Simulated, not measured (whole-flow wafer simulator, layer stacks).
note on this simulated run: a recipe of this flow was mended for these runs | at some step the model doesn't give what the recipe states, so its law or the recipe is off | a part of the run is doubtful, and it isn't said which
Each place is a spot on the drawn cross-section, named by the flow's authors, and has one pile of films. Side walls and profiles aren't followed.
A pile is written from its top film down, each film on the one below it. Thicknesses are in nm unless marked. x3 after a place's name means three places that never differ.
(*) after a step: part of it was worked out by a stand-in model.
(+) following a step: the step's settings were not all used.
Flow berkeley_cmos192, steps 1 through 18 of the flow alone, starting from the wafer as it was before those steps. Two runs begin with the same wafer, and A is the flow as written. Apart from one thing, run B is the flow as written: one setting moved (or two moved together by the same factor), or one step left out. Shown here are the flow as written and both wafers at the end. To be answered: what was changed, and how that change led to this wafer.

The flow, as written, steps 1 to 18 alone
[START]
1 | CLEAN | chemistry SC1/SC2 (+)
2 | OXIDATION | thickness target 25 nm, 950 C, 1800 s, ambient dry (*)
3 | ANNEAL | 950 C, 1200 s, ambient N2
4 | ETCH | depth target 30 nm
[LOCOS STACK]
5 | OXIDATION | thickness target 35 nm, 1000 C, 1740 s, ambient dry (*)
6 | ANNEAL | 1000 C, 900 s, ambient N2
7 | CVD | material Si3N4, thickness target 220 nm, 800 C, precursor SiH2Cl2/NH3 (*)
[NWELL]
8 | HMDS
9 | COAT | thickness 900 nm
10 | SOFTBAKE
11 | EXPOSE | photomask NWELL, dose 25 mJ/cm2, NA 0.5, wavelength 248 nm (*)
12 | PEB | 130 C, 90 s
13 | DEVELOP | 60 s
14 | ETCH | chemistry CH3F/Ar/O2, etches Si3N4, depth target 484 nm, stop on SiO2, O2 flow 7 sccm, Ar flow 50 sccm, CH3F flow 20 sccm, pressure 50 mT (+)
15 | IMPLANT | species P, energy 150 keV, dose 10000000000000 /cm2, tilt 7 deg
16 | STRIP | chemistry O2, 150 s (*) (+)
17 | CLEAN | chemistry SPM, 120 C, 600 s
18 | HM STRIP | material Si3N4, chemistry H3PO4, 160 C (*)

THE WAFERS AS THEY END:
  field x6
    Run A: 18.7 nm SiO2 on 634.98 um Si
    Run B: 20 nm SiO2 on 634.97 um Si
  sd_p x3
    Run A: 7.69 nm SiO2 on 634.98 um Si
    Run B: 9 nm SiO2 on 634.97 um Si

What caused this: step 2, OXIDATION: thickness target 60 nm was run, while the flow as written has thickness target 25 nm; step 2, OXIDATION: 4320 s was run, where the flow has 1800 s.

How this came from the change, step by step:
  2 | OXIDATION | thickness target 25 nm, 950 C, 1800 s, ambient dry (*)
      field x6, sd_p x3: A +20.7 SiO2 (new film), -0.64 chemical SiO2 (all of it), -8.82 Si | B +35.8 SiO2 (new film), -0.64 chemical SiO2 (all of it), -15.5 Si
  4 | ETCH | depth target 30 nm
      field x6, sd_p x3: A -20.7 SiO2 (all of it) | B -30 SiO2
  5 | OXIDATION | thickness target 35 nm, 1000 C, 1740 s, ambient dry (*)
      field x6, sd_p x3: A +31.6 SiO2 (new film), -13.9 Si | B +27.2 SiO2, -11.9 Si
